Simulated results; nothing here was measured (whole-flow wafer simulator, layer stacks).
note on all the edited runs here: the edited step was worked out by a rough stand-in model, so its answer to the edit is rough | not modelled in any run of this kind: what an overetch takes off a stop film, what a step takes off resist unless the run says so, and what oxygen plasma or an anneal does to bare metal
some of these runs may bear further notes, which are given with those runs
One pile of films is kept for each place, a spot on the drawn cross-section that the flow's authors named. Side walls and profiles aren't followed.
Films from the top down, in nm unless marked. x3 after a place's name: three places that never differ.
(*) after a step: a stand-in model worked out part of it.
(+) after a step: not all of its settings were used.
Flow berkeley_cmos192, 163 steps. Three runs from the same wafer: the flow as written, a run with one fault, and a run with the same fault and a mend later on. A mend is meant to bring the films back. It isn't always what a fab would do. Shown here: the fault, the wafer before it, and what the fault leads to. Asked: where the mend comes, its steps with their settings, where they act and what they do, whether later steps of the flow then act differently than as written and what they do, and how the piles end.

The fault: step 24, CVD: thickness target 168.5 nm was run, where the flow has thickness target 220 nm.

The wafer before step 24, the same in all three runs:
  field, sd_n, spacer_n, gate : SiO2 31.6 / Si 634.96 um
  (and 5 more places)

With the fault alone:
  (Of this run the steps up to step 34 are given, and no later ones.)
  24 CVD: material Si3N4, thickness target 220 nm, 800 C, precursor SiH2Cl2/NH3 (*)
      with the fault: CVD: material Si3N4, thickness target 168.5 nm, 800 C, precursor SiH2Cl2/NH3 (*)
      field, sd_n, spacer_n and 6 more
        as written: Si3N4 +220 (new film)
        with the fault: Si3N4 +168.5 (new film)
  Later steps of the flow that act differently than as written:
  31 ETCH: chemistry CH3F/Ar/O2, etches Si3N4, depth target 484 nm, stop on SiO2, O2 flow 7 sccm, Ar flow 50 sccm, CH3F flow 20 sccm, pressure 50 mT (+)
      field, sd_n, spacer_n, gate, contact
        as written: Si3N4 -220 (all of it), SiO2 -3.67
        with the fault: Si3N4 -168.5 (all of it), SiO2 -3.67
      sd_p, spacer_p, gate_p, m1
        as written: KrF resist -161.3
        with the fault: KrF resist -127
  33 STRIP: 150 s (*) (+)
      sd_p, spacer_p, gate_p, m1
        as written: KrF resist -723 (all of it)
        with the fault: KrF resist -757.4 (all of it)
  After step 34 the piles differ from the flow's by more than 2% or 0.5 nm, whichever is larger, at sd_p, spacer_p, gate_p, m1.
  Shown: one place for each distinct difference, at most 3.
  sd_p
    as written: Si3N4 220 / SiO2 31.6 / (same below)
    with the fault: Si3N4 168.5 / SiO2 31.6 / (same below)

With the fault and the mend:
  The mend comes after step 24.
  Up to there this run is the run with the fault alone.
  24a CVD: material Si3N4, thickness target 51.48 nm, 800 C, precursor SiH2Cl2/NH3 (*) (the flow's step 24 once more, with other settings)
      field, sd_n, spacer_n and 6 more
        Si3N4 +51.5
  No later step of the flow acts differently than as written at any place that is followed.
  At the end the piles are the same as the flow's at every place that both follow.
